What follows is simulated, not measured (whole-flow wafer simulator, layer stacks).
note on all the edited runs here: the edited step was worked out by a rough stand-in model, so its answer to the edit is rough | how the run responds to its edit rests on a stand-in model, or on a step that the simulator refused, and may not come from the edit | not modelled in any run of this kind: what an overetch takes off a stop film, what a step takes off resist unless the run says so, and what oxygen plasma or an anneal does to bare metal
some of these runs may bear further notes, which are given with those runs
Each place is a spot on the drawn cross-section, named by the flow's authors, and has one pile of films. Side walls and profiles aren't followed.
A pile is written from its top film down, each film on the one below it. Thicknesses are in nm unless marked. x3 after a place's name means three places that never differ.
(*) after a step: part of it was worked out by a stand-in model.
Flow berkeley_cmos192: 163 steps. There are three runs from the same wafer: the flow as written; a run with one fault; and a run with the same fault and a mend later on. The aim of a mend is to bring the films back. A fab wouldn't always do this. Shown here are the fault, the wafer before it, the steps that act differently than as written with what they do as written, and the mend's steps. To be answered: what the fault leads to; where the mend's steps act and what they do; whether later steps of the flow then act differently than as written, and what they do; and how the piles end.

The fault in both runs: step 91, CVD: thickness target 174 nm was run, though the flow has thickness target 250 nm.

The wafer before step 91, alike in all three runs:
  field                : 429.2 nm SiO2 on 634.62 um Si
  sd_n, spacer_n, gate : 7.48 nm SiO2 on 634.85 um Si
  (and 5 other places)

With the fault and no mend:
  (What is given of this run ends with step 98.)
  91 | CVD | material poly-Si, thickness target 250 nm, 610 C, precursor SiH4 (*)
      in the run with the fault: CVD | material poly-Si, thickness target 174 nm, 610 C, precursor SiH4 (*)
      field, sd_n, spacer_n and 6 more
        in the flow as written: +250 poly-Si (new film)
        in the run with the fault: +174 poly-Si (new film)
  Later steps of the flow up to step 98 that are run all act as written at every place that is followed, up to a difference of at most 2% or 0.5 nm, whichever is larger.
  Once step 98 is done, the piles at field, sd_n, spacer_n and 6 more depart from the flow's by more than 2% or 0.5 nm, whichever is larger.
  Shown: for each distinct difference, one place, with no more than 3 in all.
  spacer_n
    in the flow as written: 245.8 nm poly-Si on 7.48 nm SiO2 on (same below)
    in the run with the fault: 169.8 nm poly-Si on 7.48 nm SiO2 on (same below)
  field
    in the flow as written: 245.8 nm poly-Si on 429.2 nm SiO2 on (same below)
    in the run with the fault: 169.8 nm poly-Si on 429.2 nm SiO2 on (same below)
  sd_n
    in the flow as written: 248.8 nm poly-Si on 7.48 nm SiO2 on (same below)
    in the run with the fault: 172.8 nm poly-Si on 7.48 nm SiO2 on (same below)

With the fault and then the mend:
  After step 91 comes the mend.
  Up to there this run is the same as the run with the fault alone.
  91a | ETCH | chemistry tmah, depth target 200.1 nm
      field, sd_n, spacer_n and 6 more
        -174 poly-Si (all of it)
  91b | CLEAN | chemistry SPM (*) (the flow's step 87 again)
      alters no film at any place that is followed
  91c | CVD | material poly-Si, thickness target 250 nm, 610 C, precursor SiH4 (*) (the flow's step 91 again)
      field, sd_n, spacer_n and 6 more
        +250 poly-Si (new film)
  Later steps of the flow that are run all act as written at every place that is followed, up to a difference of at most 2% or 0.5 nm, whichever is larger.
  The piles end the same as the flow's at every place that both follow.
